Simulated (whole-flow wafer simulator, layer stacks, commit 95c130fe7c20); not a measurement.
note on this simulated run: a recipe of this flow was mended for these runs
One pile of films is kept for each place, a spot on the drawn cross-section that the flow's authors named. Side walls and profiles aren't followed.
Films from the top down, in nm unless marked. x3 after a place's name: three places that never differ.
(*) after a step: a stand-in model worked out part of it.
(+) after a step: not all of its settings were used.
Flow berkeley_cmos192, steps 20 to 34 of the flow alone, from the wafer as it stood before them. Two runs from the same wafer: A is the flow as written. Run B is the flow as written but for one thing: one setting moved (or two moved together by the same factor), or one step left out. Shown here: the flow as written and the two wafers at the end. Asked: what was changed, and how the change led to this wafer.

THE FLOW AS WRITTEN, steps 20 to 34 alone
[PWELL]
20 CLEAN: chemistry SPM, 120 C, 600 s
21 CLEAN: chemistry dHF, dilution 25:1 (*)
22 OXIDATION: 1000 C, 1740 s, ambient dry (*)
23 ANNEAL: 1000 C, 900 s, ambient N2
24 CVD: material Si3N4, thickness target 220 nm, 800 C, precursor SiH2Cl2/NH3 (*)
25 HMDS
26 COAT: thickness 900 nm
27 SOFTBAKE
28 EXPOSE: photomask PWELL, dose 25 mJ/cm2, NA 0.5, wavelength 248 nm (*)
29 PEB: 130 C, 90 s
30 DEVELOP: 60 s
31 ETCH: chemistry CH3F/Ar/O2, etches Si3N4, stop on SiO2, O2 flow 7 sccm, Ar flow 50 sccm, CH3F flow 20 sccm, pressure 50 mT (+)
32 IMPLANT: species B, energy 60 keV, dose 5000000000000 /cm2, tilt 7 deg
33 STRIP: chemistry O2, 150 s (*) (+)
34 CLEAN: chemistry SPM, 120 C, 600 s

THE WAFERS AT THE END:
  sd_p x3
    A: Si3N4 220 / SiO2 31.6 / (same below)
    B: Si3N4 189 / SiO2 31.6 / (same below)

The cause: step 24, CVD: thickness target 189 nm was run, where the flow has thickness target 220 nm.
It can be read off the wafer: sd_p x3 has Si3N4 189, and step 24 as written asks for 220 nm.

How the change led to this, step by step:
  24 CVD: material Si3N4, thickness target 220 nm, 800 C, precursor SiH2Cl2/NH3 (*)
      field x6, sd_p x3: A Si3N4 +220 (new film) | B Si3N4 +189 (new film)
  31 ETCH: chemistry CH3F/Ar/O2, etches Si3N4, stop on SiO2, O2 flow 7 sccm, Ar flow 50 sccm, CH3F flow 20 sccm, pressure 50 mT (+)
      field x6: A Si3N4 -220 (all of it), SiO2 -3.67 | B Si3N4 -189 (all of it), SiO2 -3.67
      sd_p x3: A KrF-resist -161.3 | B KrF-resist -140.7
  33 STRIP: chemistry O2, 150 s (*) (+)
      sd_p x3: A KrF-resist -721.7 (all of it) | B KrF-resist -742.4 (all of it)
